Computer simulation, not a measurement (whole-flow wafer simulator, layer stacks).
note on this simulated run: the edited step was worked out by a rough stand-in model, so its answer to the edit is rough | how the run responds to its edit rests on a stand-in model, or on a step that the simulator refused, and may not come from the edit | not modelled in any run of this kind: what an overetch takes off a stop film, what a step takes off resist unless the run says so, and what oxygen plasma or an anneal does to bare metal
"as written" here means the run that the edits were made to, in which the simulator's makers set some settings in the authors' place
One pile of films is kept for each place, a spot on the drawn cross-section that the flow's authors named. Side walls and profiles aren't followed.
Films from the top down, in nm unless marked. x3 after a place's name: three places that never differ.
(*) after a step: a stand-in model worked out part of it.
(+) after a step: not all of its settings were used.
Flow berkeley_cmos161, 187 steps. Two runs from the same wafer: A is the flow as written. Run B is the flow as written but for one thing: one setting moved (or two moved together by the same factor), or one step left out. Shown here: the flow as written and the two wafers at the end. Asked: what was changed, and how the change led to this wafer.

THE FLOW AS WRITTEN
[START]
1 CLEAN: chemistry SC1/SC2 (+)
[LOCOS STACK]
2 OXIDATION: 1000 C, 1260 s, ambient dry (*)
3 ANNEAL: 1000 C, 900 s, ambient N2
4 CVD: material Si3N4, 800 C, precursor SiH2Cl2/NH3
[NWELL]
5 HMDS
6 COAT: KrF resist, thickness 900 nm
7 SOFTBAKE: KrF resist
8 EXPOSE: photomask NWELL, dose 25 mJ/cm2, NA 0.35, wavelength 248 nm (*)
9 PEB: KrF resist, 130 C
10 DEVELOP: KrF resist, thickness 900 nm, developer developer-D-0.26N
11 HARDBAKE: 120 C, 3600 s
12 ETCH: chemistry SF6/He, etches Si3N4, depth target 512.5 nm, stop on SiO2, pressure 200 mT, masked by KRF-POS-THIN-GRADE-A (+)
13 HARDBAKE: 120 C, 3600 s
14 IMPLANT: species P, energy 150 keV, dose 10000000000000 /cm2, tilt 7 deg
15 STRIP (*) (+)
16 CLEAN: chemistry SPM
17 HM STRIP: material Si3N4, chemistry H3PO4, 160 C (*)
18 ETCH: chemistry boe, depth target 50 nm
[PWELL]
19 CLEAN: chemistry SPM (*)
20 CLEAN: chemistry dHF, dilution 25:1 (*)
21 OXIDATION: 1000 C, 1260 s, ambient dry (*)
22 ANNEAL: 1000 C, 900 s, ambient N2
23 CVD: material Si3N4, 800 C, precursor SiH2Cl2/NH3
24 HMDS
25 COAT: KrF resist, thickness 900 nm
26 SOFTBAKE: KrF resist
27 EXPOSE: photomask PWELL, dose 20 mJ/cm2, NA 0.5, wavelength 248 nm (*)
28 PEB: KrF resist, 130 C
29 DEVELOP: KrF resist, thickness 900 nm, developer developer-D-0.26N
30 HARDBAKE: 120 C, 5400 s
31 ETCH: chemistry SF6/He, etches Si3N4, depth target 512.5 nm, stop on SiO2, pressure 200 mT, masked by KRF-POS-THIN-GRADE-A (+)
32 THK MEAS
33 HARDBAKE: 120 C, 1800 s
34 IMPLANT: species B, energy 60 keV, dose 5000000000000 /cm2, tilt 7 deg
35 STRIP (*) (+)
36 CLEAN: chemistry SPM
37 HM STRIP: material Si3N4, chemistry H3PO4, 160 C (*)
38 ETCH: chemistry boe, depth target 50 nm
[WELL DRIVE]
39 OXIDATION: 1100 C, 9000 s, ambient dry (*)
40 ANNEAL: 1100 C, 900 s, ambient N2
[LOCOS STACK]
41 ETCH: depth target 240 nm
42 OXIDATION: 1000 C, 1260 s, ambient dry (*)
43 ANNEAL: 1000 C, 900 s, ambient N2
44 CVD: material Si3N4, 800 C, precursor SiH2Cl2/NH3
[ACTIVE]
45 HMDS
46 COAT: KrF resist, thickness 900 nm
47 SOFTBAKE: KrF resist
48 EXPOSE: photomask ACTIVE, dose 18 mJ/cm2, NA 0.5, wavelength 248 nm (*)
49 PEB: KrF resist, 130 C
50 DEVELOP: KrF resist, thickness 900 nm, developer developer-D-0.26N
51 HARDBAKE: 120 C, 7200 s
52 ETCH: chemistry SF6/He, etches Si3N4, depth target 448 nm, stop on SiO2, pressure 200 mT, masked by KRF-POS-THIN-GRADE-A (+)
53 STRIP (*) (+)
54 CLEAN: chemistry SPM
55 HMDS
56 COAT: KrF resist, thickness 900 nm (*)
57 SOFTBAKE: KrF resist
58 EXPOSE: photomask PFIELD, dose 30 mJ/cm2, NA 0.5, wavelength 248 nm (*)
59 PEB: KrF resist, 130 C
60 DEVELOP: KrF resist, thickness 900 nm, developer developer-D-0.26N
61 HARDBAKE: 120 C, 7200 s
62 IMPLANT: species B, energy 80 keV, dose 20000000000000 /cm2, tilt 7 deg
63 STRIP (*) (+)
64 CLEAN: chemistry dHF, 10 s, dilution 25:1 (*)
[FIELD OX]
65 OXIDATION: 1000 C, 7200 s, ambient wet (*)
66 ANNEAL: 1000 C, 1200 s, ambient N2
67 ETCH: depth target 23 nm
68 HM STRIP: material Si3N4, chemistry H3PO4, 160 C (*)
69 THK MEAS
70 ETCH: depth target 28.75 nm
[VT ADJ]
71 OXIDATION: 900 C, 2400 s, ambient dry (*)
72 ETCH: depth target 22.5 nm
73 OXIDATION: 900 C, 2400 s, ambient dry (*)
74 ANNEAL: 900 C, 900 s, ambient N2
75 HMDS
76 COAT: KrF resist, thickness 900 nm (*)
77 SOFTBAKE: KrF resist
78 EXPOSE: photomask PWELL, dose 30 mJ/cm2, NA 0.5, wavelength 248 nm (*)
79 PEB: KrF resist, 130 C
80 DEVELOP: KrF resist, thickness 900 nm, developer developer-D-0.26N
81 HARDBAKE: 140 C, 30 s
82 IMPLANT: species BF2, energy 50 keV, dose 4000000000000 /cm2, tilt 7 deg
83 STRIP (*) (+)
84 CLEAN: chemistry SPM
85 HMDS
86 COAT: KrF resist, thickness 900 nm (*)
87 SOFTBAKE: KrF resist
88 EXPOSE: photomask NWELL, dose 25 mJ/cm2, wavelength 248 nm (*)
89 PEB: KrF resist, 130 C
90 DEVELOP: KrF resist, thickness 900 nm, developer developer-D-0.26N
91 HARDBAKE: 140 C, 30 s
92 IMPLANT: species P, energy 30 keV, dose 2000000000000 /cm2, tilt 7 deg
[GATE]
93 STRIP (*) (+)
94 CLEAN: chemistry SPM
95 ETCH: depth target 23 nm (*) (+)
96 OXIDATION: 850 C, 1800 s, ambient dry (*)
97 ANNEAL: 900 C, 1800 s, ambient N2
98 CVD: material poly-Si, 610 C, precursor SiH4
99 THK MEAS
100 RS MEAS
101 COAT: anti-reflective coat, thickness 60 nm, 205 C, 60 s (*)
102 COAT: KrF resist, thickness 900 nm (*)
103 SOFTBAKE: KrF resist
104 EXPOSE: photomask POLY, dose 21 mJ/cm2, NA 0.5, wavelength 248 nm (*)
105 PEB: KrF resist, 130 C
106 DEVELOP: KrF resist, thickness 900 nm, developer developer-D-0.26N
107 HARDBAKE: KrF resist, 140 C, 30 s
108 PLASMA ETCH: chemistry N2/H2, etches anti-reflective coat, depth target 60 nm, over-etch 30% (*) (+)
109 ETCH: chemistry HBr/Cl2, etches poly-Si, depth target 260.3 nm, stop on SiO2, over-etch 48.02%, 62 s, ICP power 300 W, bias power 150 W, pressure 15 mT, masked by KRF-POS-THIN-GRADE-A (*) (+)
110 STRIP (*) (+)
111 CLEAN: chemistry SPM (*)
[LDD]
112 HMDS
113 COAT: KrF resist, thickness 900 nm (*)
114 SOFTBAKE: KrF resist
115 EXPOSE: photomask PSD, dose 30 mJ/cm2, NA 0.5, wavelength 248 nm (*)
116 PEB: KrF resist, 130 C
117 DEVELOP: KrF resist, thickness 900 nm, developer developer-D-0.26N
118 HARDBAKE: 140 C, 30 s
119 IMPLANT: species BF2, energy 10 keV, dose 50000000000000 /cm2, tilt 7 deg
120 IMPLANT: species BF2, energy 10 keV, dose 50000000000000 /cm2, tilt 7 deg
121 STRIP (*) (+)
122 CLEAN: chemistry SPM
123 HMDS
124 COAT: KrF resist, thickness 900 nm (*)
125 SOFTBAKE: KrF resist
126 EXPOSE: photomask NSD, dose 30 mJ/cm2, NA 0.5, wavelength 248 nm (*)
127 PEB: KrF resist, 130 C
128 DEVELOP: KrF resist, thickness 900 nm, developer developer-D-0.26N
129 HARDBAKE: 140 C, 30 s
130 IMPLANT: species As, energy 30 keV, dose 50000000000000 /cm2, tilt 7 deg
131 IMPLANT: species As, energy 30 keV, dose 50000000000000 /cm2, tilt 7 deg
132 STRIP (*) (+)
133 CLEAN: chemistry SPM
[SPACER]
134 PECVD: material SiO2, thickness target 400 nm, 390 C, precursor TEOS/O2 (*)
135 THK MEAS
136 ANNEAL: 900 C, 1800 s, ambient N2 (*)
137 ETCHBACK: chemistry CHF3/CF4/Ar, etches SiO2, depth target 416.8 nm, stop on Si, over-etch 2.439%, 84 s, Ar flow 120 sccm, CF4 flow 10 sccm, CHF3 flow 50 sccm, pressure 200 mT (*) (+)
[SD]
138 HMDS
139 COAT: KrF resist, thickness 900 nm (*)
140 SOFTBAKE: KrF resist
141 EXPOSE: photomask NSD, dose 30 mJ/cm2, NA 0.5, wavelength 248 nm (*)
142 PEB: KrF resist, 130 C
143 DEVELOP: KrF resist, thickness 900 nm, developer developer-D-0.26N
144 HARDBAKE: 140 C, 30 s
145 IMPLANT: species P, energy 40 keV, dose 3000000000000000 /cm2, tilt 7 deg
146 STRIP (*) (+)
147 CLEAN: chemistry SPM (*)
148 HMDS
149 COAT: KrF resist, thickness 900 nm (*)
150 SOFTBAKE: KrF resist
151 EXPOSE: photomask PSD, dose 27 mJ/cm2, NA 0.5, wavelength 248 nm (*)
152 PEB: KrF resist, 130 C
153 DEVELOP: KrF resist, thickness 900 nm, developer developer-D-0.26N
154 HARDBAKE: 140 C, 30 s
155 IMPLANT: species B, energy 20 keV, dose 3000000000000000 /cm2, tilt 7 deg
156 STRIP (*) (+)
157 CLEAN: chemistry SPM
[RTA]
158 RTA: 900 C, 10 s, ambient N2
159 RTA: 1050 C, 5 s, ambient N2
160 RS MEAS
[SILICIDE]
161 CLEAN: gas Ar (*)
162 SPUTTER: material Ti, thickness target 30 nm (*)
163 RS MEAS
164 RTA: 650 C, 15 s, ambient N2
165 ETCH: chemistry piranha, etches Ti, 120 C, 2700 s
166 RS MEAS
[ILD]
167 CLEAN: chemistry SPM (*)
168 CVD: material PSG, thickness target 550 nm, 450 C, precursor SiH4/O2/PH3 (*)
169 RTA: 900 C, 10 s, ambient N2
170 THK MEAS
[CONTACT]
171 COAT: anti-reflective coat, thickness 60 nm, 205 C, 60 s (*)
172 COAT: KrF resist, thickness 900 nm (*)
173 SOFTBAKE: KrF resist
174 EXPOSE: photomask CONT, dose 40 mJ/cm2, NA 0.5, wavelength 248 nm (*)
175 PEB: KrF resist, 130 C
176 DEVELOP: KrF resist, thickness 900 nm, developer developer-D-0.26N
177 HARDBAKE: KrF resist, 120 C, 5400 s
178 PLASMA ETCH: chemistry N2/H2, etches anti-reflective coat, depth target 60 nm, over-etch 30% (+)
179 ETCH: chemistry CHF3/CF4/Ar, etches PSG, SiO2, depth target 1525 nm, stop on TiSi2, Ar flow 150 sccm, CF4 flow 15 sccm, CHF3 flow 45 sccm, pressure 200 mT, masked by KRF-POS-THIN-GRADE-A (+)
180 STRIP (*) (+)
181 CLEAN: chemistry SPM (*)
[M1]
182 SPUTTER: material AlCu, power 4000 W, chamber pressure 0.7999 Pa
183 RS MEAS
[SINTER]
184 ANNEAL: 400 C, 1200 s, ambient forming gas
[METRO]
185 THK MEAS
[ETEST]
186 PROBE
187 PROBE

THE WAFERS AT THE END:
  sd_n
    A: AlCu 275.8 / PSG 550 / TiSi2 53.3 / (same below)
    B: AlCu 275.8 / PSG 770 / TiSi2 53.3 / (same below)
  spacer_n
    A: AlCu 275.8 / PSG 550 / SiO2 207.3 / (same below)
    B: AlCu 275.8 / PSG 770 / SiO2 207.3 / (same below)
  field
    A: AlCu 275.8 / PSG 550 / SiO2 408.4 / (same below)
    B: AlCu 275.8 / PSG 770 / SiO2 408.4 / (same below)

The cause: step 168, CVD: thickness target 770 nm was run, where the flow has thickness target 550 nm.
It can be read off the wafer: sd_n has PSG 770, and step 168 as written asks for 550 nm.

How the change led to this, step by step:
  168 CVD: material PSG, thickness target 550 nm, 450 C, precursor SiH4/O2/PH3 (*)
      field, sd_n, spacer_n, gate_n, spacer_p, gate_p, contact, m1: A PSG +550 (new film) | B PSG +770 (new film)
      sd_p: A PSG +521.9 (new film) | B PSG +726.4 (new film)
  171 COAT: anti-reflective coat, thickness 60 nm, 205 C, 60 s (*)
      field: A anti-reflective coat +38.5 (new film) | B anti-reflective coat +39.4 (new film)
      sd_n: A anti-reflective coat +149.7 (new film) | B anti-reflective coat +153.6 (new film)
      (and at 3 more places)
  178 PLASMA ETCH: chemistry N2/H2, etches anti-reflective coat, depth target 60 nm, over-etch 30% (+)
      field, sd_n, spacer_n, gate_n, sd_p, spacer_p, gate_p, m1: A KrF resist -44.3 | B KrF resist -45.8
      contact: A anti-reflective coat -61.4 (all of it), PSG -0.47 | B anti-reflective coat -63.4 (all of it), PSG -0.49
  179 ETCH: chemistry CHF3/CF4/Ar, etches PSG, SiO2, depth target 1525 nm, stop on TiSi2, Ar flow 150 sccm, CF4 flow 15 sccm, CHF3 flow 45 sccm, pressure 200 mT, masked by KRF-POS-THIN-GRADE-A (+)
      field, sd_n, spacer_n, gate_n, sd_p, spacer_p, gate_p, m1: A KrF resist -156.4 | B KrF resist -211.4
      contact: A PSG -549.5 (all of it), TiSi2 -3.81 | B PSG -769.5 (all of it), TiSi2 -3.81
  180 STRIP (*) (+)
      field: A KrF resist -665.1 (all of it), anti-reflective coat -38.5 (all of it) | B KrF resist -609.1 (all of it), anti-reflective coat -39.4 (all of it)
      sd_n: A KrF resist -692.5 (all of it), anti-reflective coat -149.7 (all of it) | B KrF resist -632.8 (all of it), anti-reflective coat -153.6 (all of it)
      (and at 6 more places)
  182 SPUTTER: material AlCu, power 4000 W, chamber pressure 0.7999 Pa
      contact: A AlCu +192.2 (new film) | B AlCu +166.6 (new film)
